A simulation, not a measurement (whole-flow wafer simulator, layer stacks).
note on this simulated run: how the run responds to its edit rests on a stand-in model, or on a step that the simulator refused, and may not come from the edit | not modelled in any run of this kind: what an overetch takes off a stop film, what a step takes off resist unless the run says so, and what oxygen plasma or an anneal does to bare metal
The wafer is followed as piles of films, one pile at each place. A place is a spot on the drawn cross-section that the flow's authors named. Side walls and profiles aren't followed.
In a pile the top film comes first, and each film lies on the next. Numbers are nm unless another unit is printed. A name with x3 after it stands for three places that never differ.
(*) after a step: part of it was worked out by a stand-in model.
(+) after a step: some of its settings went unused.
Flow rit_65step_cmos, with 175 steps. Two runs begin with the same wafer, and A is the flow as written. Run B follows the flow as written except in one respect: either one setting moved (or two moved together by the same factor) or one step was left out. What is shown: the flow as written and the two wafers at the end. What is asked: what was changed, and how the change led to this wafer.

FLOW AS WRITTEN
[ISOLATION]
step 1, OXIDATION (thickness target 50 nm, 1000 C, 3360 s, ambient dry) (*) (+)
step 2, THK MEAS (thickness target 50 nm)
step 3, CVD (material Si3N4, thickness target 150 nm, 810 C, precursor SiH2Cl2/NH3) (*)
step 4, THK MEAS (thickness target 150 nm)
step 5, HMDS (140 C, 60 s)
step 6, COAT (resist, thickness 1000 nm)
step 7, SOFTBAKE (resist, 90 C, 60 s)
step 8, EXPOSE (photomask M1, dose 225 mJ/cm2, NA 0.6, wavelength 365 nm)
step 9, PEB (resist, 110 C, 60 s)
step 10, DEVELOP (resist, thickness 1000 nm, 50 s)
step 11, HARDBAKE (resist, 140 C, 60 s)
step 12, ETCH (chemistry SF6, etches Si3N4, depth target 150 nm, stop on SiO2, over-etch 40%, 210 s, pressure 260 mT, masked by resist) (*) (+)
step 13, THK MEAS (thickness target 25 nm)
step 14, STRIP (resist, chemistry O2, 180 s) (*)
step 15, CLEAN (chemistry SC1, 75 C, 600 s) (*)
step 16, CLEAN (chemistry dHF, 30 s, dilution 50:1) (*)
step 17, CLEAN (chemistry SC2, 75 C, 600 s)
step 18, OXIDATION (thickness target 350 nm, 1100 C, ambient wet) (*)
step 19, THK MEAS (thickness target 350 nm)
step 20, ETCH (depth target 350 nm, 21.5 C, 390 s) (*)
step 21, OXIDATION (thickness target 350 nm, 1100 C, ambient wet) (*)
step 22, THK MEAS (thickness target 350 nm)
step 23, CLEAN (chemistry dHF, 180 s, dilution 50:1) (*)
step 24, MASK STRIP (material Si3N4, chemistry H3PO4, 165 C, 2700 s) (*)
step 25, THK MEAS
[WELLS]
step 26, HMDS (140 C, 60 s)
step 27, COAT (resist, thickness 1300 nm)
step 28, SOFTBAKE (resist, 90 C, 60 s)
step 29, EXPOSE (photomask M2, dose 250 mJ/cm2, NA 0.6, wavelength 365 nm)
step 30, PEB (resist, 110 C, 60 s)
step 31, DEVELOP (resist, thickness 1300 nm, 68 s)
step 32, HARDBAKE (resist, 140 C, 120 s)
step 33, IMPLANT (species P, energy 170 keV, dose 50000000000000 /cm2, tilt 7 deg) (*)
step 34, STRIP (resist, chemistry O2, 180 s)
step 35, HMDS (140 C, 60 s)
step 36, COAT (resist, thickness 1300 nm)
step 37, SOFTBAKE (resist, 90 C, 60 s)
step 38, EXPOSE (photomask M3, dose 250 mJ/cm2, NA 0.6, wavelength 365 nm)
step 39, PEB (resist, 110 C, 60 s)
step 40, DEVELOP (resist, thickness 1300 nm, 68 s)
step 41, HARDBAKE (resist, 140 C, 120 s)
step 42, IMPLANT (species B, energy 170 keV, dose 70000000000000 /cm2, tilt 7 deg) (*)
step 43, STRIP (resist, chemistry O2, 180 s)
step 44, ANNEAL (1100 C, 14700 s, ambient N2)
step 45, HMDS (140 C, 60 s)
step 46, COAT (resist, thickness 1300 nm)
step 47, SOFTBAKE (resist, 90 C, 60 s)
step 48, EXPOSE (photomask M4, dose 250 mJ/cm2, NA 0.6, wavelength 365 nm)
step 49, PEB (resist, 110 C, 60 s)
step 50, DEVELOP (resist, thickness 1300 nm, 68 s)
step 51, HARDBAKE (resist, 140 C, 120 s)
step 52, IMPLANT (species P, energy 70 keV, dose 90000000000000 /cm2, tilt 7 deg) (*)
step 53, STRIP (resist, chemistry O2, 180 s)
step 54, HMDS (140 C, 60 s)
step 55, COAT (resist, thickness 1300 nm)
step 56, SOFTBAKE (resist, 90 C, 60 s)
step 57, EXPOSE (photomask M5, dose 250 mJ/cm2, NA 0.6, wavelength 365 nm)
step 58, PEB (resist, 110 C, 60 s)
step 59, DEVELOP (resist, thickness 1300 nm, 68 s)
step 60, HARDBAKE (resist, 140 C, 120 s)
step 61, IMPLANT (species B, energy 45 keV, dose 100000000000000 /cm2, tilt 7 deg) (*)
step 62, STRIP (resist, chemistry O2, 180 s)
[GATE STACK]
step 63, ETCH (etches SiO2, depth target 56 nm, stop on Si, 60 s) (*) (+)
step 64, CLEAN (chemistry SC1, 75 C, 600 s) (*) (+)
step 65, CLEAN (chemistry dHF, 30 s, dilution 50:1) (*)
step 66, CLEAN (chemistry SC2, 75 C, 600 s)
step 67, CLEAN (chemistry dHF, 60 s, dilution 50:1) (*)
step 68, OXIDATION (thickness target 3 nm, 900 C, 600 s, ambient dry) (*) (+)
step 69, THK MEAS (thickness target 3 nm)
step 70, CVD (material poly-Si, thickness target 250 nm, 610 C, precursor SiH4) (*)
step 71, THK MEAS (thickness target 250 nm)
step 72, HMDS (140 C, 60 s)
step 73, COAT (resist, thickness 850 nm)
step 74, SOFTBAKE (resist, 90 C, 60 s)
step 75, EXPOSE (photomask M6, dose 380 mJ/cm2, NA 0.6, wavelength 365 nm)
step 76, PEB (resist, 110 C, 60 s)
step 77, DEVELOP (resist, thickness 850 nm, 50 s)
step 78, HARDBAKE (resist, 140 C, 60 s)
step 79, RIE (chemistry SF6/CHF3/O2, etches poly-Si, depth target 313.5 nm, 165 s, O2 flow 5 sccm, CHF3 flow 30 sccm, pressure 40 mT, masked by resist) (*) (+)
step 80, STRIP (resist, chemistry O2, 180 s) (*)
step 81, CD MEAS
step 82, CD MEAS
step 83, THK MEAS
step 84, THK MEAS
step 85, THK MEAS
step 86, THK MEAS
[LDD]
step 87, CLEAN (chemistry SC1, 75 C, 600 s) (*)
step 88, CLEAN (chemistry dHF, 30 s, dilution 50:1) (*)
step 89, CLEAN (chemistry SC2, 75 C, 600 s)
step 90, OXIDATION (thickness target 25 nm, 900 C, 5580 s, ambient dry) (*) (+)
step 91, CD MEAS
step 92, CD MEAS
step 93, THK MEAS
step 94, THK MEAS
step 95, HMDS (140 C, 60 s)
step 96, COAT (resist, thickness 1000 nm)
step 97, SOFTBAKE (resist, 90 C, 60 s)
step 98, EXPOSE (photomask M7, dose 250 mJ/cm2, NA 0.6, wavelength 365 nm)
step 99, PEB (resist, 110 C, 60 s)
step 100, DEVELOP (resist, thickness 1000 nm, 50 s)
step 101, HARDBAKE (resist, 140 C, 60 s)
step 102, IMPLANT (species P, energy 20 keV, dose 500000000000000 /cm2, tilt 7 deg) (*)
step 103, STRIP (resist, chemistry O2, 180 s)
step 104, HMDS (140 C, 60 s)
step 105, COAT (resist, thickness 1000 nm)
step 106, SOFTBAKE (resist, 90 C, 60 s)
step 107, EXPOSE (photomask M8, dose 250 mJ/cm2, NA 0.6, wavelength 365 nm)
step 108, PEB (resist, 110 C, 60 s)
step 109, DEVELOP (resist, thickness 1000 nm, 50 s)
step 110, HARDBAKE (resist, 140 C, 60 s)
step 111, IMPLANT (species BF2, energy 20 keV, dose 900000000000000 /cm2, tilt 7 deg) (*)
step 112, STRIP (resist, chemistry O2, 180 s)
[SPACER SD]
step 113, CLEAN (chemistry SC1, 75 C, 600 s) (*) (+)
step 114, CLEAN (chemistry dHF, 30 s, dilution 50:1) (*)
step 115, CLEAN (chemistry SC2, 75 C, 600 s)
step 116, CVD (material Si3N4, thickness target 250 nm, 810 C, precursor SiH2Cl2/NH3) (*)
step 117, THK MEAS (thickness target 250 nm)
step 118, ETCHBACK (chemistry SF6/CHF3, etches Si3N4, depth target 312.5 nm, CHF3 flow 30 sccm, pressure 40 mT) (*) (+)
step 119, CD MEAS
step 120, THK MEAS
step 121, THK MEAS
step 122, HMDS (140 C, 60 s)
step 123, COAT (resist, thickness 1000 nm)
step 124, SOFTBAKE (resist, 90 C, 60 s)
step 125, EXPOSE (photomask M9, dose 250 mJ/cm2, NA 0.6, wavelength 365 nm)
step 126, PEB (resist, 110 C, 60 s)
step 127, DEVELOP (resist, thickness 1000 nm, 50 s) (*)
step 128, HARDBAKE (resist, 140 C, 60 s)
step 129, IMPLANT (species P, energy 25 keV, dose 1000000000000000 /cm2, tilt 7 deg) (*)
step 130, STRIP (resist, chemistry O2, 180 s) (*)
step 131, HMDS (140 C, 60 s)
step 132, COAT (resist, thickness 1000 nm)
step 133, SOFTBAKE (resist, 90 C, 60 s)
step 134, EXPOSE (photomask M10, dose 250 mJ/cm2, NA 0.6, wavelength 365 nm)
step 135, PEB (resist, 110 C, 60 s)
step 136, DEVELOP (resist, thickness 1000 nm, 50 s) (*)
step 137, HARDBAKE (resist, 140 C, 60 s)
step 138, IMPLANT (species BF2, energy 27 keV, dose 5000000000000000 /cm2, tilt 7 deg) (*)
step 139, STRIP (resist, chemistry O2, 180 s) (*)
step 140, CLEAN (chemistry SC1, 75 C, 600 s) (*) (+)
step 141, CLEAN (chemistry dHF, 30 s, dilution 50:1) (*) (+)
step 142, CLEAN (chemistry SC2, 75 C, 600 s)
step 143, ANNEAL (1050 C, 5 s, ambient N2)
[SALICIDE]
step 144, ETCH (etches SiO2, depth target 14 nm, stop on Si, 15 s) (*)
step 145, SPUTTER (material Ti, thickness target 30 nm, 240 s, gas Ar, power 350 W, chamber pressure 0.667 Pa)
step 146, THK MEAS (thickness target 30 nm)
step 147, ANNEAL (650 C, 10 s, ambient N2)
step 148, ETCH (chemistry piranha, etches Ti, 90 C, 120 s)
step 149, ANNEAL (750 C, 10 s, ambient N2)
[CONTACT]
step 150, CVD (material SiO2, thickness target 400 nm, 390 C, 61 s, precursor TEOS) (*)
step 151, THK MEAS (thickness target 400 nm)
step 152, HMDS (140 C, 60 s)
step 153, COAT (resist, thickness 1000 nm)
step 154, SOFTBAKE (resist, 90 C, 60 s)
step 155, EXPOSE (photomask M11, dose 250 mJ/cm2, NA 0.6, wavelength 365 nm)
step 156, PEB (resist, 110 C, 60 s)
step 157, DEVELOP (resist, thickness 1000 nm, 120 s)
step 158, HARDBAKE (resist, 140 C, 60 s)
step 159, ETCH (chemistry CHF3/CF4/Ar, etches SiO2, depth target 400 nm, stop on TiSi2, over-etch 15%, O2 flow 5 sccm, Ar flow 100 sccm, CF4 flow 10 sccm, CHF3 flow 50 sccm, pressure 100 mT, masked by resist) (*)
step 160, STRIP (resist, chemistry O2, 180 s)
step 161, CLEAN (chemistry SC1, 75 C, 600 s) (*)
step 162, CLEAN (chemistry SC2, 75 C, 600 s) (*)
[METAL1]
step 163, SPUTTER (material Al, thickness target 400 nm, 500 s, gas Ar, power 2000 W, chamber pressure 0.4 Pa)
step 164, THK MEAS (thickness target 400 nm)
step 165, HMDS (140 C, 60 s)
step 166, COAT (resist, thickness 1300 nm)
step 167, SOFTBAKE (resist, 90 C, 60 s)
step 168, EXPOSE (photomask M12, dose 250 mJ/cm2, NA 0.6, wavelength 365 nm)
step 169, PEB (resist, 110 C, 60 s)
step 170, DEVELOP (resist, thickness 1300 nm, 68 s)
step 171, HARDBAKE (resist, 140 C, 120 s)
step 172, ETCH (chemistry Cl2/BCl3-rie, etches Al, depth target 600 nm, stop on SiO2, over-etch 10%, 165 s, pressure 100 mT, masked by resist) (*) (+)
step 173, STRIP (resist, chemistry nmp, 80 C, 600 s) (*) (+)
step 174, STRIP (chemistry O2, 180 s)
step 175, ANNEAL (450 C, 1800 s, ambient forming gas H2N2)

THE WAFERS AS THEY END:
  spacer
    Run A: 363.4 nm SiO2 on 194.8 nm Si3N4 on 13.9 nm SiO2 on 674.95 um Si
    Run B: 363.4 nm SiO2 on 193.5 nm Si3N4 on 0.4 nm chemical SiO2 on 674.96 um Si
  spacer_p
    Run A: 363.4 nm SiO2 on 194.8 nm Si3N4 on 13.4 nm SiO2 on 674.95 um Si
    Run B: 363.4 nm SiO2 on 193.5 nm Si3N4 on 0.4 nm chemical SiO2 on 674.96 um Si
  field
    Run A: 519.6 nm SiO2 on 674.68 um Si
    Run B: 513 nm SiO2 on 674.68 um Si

The reason: step 90, OXIDATION: thickness target 25 nm, 900 C, 5580 s, ambient dry (*) (+), was not run.

The path from the change to this, step by step:
  step 103, STRIP (resist, chemistry O2, 180 s)
      active_n, spacer, sd_n, contact, m1: A nothing | B chemical SiO2 gains 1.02, Si loses 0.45
      active_p: A resist loses 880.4 (all of it) | B resist loses 881.2 (all of it), chemical SiO2 gains 0.92, Si loses 0.41
      (also at 4 further places)
  step 113, CLEAN (chemistry SC1, 75 C, 600 s) (*) (+)
      active_n, active_p, spacer, spacer_p, sd_n, sd_p, contact, m1: A SiO2 loses 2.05 | B chemical SiO2 loses 1.03, Si loses 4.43
      gate_n, gate_p: A SiO2 loses 2.05 | B chemical SiO2 loses 1.03, poly-Si loses 4.43
  step 114, CLEAN (chemistry dHF, 30 s, dilution 50:1) (*)
      active_n, gate_n, spacer, sd_n, contact, m1: A SiO2 loses 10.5 | B chemical SiO2 loses 0.6 (all of it)
      active_p, gate_p, spacer_p, sd_p: A SiO2 loses 11.1 | B chemical SiO2 loses 0.6 (all of it)
  step 118, ETCHBACK (chemistry SF6/CHF3, etches Si3N4, depth target 312.5 nm, CHF3 flow 30 sccm, pressure 40 mT) (*) (+)
      gate_n: A Si3N4 loses 250 (all of it), SiO2 loses 16.3 (all of it), poly-Si loses 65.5 | B Si3N4 loses 250 (all of it), chemical SiO2 loses 0.4 (all of it), poly-Si loses 98.4
      gate_p: A Si3N4 loses 250 (all of it), SiO2 loses 15.7 (all of it), poly-Si loses 66.7 | B Si3N4 loses 250 (all of it), chemical SiO2 loses 0.4 (all of it), poly-Si loses 98.4
      (also at 2 further places)
  step 123, COAT (resist, thickness 1000 nm)
      gate_n: A resist gains 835 (new film) | B resist gains 862.8 (new film)
      gate_p: A resist gains 836.1 (new film) | B resist gains 862.8 (new film)
  step 126, PEB (resist, 110 C, 60 s)
      gate_n, gate_p: A resist loses 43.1 | B resist loses 44.6
  step 127, DEVELOP (resist, thickness 1000 nm, 50 s) (*)
      gate_n: A resist loses 791.9 (all of it) | B resist loses 818.2 (all of it)
  step 128, HARDBAKE (resist, 140 C, 60 s)
      gate_p: A resist loses 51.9 | B resist loses 53.8
  step 130, STRIP (resist, chemistry O2, 180 s) (*)
      gate_p: A chemical SiO2 gains 1.31 (new film), resist loses 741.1 (all of it), poly-Si loses 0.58 | B chemical SiO2 gains 1.31 (new film), resist loses 764.4 (all of it), poly-Si loses 0.58
  step 132, COAT (resist, thickness 1000 nm)
      gate_n: A resist gains 834.8 (new film) | B resist gains 862.6 (new film)
      gate_p: A resist gains 835.9 (new film) | B resist gains 862.6 (new film)
  step 135, PEB (resist, 110 C, 60 s)
      gate_n, gate_p: A resist loses 43.1 | B resist loses 44.5
  step 136, DEVELOP (resist, thickness 1000 nm, 50 s) (*)
      gate_p: A resist loses 792.8 (all of it) | B resist loses 818.1 (all of it)
  step 137, HARDBAKE (resist, 140 C, 60 s)
      gate_n: A resist loses 51.8 | B resist loses 53.8
  step 139, STRIP (resist, chemistry O2, 180 s) (*)
      gate_n: A resist loses 740 (all of it), chemical SiO2 gains 0.21, poly-Si loses 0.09 | B resist loses 764.3 (all of it), chemical SiO2 gains 0.21, poly-Si loses 0.09
  step 145, SPUTTER (material Ti, thickness target 30 nm, 240 s, gas Ar, power 350 W, chamber pressure 0.667 Pa)
      gate_n: A Ti gains 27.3 (new film) | B Ti gains 23.3 (new film)
      gate_p: A Ti gains 27.2 (new film) | B Ti gains 23.3 (new film)
  step 147, ANNEAL (650 C, 10 s, ambient N2)
      gate_n: A Ti loses 21.3, TiSi first gains 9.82 (new film), TiSi2 C49 gains 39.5 (new film), poly-Si loses 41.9 | B Ti loses 18.2, TiSi first gains 1.9 (new film), TiSi2 C49 gains 43.4 (new film), poly-Si loses 40.2
      gate_p: A Ti loses 21.2, TiSi first gains 9.56 (new film), TiSi2 C49 gains 39.6 (new film), poly-Si loses 41.9 | B Ti loses 18.2, TiSi first gains 1.9 (new film), TiSi2 C49 gains 43.4 (new film), poly-Si loses 40.2
  ... another 2 steps ...
  step 150, CVD (material SiO2, thickness target 400 nm, 390 C, 61 s, precursor TEOS) (*)
      gate_n: A SiO2 gains 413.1 (new film) | B SiO2 gains 429.8 (new film)
      gate_p: A SiO2 gains 413.7 (new film) | B SiO2 gains 429.8 (new film)
